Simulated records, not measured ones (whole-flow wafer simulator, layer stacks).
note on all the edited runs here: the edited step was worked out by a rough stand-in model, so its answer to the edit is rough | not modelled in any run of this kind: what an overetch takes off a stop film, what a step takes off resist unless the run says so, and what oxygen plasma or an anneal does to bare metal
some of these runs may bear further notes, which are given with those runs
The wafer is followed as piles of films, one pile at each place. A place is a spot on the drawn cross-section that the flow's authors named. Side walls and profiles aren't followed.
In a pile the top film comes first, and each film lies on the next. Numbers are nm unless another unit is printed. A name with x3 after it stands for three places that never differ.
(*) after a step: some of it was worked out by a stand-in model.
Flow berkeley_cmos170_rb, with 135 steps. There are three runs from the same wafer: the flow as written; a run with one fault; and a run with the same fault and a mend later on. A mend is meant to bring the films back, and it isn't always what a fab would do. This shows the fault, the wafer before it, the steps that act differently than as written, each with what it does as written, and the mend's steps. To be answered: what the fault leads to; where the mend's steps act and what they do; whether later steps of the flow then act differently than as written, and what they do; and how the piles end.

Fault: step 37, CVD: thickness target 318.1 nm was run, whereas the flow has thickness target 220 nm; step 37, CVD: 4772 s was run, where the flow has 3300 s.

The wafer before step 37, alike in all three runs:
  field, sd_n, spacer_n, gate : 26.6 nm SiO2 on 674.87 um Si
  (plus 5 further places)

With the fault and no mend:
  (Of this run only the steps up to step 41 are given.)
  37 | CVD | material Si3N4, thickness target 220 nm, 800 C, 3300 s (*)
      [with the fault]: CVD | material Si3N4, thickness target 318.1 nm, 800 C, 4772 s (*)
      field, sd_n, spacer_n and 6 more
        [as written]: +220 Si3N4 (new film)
        [with the fault]: +318.1 Si3N4 (new film)
  Every later step of the flow up to step 41 that is run acts as written at every place that is followed.
  After step 41, at field, sd_n, spacer_n and 6 more, the piles differ from the flow's by more than 2% or 0.5 nm, whichever is larger.
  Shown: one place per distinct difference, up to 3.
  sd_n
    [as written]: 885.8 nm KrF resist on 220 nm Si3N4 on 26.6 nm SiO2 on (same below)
    [with the fault]: 885.8 nm KrF resist on 318.1 nm Si3N4 on 26.6 nm SiO2 on (same below)
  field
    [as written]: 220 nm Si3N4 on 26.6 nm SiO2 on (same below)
    [with the fault]: 318.1 nm Si3N4 on 26.6 nm SiO2 on (same below)

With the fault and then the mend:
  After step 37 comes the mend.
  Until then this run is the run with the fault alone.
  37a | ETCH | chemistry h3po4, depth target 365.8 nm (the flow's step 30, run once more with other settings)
      field, sd_n, spacer_n and 6 more
        -318.1 Si3N4 (all of it)
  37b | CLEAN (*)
      does not change any film at any place that is followed
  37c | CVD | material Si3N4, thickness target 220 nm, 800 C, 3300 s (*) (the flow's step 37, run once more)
      field, sd_n, spacer_n and 6 more
        +220 Si3N4 (new film)
  Every later step of the flow that is run acts as written at every place that is followed.
  By the end, the piles equal the flow's at every place that both follow.
